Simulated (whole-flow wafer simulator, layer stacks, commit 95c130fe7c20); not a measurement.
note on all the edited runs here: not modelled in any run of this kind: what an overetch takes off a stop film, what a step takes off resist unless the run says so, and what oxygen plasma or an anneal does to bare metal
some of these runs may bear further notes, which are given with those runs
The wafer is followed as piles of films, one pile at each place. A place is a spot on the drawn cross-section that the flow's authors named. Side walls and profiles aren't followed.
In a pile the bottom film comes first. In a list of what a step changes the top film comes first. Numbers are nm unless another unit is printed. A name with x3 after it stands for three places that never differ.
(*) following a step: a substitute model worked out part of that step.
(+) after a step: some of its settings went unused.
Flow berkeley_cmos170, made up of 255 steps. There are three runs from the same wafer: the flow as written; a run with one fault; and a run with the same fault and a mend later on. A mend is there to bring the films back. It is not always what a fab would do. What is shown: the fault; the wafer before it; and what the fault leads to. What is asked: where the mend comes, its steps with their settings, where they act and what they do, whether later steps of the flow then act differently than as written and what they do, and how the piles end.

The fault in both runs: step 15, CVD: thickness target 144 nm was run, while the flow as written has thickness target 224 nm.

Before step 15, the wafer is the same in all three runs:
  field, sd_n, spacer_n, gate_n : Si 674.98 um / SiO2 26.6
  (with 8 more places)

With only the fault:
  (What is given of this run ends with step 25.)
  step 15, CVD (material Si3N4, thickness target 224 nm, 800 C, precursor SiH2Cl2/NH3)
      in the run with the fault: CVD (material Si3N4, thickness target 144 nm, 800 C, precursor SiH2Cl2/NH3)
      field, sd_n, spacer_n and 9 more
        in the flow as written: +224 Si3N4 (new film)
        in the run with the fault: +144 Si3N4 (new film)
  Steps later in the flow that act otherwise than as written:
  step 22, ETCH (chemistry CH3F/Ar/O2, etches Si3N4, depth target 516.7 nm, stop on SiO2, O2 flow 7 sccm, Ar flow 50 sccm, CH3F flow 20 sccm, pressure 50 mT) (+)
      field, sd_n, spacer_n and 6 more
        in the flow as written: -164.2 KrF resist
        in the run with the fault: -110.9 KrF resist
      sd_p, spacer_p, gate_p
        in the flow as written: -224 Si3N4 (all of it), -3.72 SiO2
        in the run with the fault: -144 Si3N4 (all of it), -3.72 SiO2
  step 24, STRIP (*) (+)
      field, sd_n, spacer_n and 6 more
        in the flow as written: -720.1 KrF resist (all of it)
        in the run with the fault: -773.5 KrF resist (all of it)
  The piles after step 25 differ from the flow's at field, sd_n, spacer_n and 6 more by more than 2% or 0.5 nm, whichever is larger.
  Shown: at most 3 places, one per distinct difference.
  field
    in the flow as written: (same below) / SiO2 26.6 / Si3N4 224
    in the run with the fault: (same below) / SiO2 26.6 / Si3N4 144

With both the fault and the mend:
  After step 21 comes the mend.
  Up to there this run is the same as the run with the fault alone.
  step 21a, STRIP (*) (+)
      field, sd_n, spacer_n and 6 more
        -884.4 KrF resist (all of it)
  step 21b, CLEAN (chemistry SPM)
      does not change any film at any place that is followed
  step 21c, CVD (material Si3N4, thickness target 80 nm, 800 C, precursor SiH2Cl2/NH3) (a further turn of the flow's step 15, with different settings)
      field, sd_n, spacer_n and 9 more
        +80 Si3N4
  step 21d, HMDS (a further turn of the flow's step 16)
      does not change any film at any place that is followed
  step 21e, COAT (KrF resist, thickness 900 nm) (a further turn of the flow's step 17)
      field, sd_n, spacer_n and 9 more
        +900 KrF resist (new film)
  step 21f, SOFTBAKE (KrF resist) (a further turn of the flow's step 18)
      does not change any film at any place that is followed
  step 21g, EXPOSE (photomask NWELL, dose 25 mJ/cm2, NA 0.5, wavelength 248 nm) (*) (a further turn of the flow's step 19)
      does not change any film at any place that is followed
  step 21h, PEB (KrF resist, 130 C) (a further turn of the flow's step 20)
      field, sd_n, spacer_n and 9 more
        -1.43 KrF resist
  step 21i, DEVELOP (KrF resist, thickness 900 nm, developer developer-D-0.26N) (a further turn of the flow's step 21)
      field, sd_n, spacer_n and 6 more
        -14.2 KrF resist
      sd_p, spacer_p, gate_p
        -898.6 KrF resist (all of it)
  None of the later steps of the flow acts differently than as written at any place that is followed.
  At every place that both follow, the piles at the end match the flow's.
